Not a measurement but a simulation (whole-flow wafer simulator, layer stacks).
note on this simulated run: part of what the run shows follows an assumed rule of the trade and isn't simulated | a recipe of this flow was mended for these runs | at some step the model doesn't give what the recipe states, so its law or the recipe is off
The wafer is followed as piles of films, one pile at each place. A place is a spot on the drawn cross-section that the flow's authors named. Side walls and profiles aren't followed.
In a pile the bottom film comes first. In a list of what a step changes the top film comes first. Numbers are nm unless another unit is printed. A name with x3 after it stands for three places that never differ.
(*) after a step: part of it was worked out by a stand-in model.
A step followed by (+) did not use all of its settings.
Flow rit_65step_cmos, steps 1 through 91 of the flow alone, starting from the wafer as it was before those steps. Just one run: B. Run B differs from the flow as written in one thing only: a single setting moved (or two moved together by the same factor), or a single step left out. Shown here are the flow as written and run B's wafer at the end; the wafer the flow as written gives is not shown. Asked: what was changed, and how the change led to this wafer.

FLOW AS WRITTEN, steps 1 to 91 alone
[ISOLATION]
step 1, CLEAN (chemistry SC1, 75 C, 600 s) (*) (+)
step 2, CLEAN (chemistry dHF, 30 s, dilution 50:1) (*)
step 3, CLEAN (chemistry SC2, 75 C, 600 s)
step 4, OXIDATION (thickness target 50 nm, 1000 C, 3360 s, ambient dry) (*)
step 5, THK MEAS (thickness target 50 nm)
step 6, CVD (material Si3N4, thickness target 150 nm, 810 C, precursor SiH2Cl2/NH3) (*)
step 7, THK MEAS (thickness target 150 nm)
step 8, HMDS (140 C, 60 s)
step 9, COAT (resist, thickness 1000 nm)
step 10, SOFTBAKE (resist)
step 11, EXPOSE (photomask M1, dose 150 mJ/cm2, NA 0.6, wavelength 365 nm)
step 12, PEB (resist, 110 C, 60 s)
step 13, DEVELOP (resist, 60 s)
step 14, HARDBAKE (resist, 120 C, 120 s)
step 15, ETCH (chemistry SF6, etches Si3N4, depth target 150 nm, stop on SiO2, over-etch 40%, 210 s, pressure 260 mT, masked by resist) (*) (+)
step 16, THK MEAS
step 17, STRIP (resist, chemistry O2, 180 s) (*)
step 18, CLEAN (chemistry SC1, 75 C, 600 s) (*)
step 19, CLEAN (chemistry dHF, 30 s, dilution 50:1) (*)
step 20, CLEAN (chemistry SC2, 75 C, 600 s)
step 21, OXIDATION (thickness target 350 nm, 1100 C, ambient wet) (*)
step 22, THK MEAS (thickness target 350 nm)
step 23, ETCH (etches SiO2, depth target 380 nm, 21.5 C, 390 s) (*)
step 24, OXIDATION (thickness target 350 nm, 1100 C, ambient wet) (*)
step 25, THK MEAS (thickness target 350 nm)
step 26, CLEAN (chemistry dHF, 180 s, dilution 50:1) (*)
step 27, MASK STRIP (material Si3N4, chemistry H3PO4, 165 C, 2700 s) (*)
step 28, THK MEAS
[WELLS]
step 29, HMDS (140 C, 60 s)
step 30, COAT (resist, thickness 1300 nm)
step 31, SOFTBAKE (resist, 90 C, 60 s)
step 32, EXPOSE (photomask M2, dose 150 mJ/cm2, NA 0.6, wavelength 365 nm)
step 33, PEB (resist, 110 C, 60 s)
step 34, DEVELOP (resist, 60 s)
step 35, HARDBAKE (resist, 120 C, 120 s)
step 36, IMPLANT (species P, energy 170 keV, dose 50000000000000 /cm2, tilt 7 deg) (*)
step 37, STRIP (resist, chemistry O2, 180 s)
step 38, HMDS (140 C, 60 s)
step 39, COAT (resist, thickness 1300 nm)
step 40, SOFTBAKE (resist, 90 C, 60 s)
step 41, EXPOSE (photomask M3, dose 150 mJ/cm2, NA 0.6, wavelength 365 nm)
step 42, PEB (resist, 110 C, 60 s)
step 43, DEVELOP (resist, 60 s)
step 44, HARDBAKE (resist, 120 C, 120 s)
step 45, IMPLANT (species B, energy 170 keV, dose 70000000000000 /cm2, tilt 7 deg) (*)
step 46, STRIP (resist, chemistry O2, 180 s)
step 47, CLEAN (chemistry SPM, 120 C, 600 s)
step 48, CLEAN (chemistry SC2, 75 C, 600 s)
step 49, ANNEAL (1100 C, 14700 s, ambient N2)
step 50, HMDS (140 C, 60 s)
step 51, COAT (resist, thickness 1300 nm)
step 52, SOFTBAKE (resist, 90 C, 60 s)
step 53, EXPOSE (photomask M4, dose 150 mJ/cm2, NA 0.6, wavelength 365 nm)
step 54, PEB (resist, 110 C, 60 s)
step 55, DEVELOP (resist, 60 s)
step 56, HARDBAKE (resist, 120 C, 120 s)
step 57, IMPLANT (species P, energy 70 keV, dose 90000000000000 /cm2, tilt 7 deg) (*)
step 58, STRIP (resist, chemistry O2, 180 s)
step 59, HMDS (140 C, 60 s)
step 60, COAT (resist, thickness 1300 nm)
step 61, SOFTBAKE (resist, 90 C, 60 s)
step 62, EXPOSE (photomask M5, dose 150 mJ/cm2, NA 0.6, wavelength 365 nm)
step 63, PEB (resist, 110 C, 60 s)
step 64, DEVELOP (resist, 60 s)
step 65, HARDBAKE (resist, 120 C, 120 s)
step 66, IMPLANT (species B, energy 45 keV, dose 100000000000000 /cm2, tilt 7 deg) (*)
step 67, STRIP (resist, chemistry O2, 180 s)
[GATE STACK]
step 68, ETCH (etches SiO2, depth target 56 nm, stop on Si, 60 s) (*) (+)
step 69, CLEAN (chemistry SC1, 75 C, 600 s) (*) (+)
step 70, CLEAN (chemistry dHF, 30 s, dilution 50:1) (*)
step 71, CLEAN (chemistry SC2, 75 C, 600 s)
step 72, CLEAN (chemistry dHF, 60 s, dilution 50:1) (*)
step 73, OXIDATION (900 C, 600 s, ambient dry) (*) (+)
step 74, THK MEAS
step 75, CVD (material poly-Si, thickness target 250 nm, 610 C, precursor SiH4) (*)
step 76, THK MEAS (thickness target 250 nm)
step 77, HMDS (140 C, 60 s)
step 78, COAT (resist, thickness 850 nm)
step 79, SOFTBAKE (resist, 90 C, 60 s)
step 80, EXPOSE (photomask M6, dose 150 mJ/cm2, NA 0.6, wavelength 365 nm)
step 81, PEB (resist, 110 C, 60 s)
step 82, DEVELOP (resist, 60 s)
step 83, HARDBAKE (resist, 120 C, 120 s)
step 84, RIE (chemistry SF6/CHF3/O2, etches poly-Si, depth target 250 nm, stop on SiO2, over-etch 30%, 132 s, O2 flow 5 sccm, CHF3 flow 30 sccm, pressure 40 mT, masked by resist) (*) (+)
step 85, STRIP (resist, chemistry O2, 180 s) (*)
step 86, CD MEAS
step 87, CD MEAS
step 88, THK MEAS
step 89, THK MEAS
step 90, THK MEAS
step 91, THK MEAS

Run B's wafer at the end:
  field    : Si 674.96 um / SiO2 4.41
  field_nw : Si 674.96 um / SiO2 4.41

Cause: step 15, ETCH: chemistry SF6, etches Si3N4, depth target 150 nm, stop on SiO2, over-etch 40%, 210 s, pressure 260 mT, masked by resist (*) (+), was not run.

The path from the change to this, step by step:
  step 17, STRIP (resist, chemistry O2, 180 s) (*)
      active_n, active_p, gate_n and 7 more: -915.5 resist (all of it) (in the flow as written it would be: -687.2 resist (all of it))
  step 18, CLEAN (chemistry SC1, 75 C, 600 s) (*)
      field, field_pw, field_nw, field_p: -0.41 Si3N4 (in the flow as written it would be: -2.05 SiO2)
  step 19, CLEAN (chemistry dHF, 30 s, dilution 50:1) (*)
      field, field_pw, field_nw, field_p: -0.43 Si3N4 (in the flow as written it would be: -2.78 SiO2)
  step 21, OXIDATION (thickness target 350 nm, 1100 C, ambient wet) (*)
      gate_n, gate_p, spacer, spacer_p, sd_n, sd_p, contact, m1: +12 SiO2 (new film), -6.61 Si3N4 (in the flow as written it would be: +12 SiO2 (new film), -6.61 Si3N4, +0.03 SiO2)
      field, field_p: +12 SiO2 (new film), -6.61 Si3N4 (in the flow as written it would be: +328.2 SiO2, -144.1 Si)
      (and at 2 other places as well)
  step 23, ETCH (etches SiO2, depth target 380 nm, 21.5 C, 390 s) (*)
      field, field_p: -12 SiO2 (all of it), -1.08 Si3N4 (in the flow as written it would be: -351.3 SiO2 (all of it), -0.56 Si)
      field_pw, field_nw: -12 SiO2 (all of it), -1.08 Si3N4 (in the flow as written it would be: -355.4 SiO2 (all of it), -0.49 Si)
      (and at 10 other places as well)
  step 24, OXIDATION (thickness target 350 nm, 1100 C, ambient wet) (*)
      field, field_pw, field_nw, field_p: +12 SiO2 (new film), -6.61 Si3N4 (in the flow as written it would be: +350 SiO2 (new film), -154 Si)
  step 26, CLEAN (chemistry dHF, 180 s, dilution 50:1) (*)
      field, field_pw, field_nw, field_p: -12 SiO2 (all of it), -0.44 Si3N4 (in the flow as written it would be: -16.7 SiO2)
  step 27, MASK STRIP (material Si3N4, chemistry H3PO4, 165 C, 2700 s) (*)
      field, field_pw, field_nw, field_p: -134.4 Si3N4 (all of it), -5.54 SiO2 (in the flow as written it would be: -10.7 SiO2)
  step 68, ETCH (etches SiO2, depth target 56 nm, stop on Si, 60 s) (*) (+)
      field, field_pw, field_nw, field_p: -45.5 SiO2 (all of it), -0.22 Si (in the flow as written it would be: -56 SiO2)
  step 69, CLEAN (chemistry SC1, 75 C, 600 s) (*) (+)
      field, field_pw, field_nw, field_p: +0.6 chemical SiO2 (new film), -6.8 Si (in the flow as written it would be: -2.05 SiO2)
  step 70, CLEAN (chemistry dHF, 30 s, dilution 50:1) (*)
      field, field_pw: -0.6 chemical SiO2 (all of it) (in the flow as written it would be: -3.32 SiO2)
      field_nw, field_p: -0.6 chemical SiO2 (all of it) (in the flow as written it would be: -5.75 SiO2)
  step 72, CLEAN (chemistry dHF, 60 s, dilution 50:1) (*)
      field, field_pw: -0.4 chemical SiO2 (all of it) (in the flow as written it would be: -6.66 SiO2)
      field_nw, field_p: -0.4 chemical SiO2 (all of it) (in the flow as written it would be: -11.3 SiO2)
  step 73, OXIDATION (900 C, 600 s, ambient dry) (*) (+)
      field, field_pw, field_nw, field_p: +7.17 SiO2 (new film), -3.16 Si (in the flow as written it would be: nothing)
  step 78, COAT (resist, thickness 850 nm)
      field: +850 resist (new film) (in the flow as written it would be: +878 resist (new film))
      field_pw: +850 resist (new film) (in the flow as written it would be: +871 resist (new film))
      (and at 2 other places as well)
  step 81, PEB (resist, 110 C, 60 s)
      field: -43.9 resist (in the flow as written it would be: -45.3 resist)
      field_pw: -43.9 resist (in the flow as written it would be: -45 resist)
      (and at 2 other places as well)
  step 82, DEVELOP (resist, 60 s)
      field: -806.1 resist (all of it) (in the flow as written it would be: -832.7 resist (all of it))
      field_pw: -806.1 resist (all of it) (in the flow as written it would be: -826 resist (all of it))
      (and at 2 other places as well)
